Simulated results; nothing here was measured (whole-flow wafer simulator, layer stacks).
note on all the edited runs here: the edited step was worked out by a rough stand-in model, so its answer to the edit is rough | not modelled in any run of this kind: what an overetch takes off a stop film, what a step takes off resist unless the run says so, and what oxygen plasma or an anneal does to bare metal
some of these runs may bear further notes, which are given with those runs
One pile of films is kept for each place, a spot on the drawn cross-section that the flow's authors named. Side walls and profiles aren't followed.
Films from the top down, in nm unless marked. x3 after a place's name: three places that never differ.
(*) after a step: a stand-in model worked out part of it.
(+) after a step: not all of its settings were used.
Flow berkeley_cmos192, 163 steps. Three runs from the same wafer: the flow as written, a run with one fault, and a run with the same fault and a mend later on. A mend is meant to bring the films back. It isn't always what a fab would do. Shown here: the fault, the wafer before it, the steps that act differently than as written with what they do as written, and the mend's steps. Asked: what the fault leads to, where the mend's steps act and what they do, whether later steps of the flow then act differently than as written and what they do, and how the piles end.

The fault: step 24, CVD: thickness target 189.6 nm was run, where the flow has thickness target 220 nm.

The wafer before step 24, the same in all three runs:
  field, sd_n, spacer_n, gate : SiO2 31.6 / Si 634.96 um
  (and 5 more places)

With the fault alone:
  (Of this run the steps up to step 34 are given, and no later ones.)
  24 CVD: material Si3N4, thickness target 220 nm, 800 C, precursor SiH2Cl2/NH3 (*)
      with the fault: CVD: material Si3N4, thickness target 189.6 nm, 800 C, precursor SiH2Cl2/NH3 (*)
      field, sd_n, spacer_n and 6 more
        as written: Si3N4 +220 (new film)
        with the fault: Si3N4 +189.6 (new film)
  Later steps of the flow that act differently than as written:
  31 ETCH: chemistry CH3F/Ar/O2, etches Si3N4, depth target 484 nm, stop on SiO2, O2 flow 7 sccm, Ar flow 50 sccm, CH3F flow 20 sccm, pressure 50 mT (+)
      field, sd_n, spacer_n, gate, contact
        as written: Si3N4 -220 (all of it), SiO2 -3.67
        with the fault: Si3N4 -189.6 (all of it), SiO2 -3.67
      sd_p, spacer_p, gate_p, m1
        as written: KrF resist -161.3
        with the fault: KrF resist -141.1
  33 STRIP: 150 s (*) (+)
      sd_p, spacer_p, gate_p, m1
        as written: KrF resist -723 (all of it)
        with the fault: KrF resist -743.3 (all of it)
  After step 34 the piles differ from the flow's by more than 2% or 0.5 nm, whichever is larger, at sd_p, spacer_p, gate_p, m1.
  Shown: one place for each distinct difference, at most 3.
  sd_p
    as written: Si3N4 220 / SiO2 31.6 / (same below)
    with the fault: Si3N4 189.6 / SiO2 31.6 / (same below)

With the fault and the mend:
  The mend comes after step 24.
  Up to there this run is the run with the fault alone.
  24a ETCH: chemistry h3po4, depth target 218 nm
      field, sd_n, spacer_n and 6 more
        Si3N4 -189.6 (all of it)
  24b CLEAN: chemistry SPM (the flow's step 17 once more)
      changes no film at any place that is followed
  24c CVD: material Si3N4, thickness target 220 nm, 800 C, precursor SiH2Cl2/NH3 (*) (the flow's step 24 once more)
      field, sd_n, spacer_n and 6 more
        Si3N4 +220 (new film)
  No later step of the flow acts differently than as written at any place that is followed.
  At the end the piles are the same as the flow's at every place that both follow.
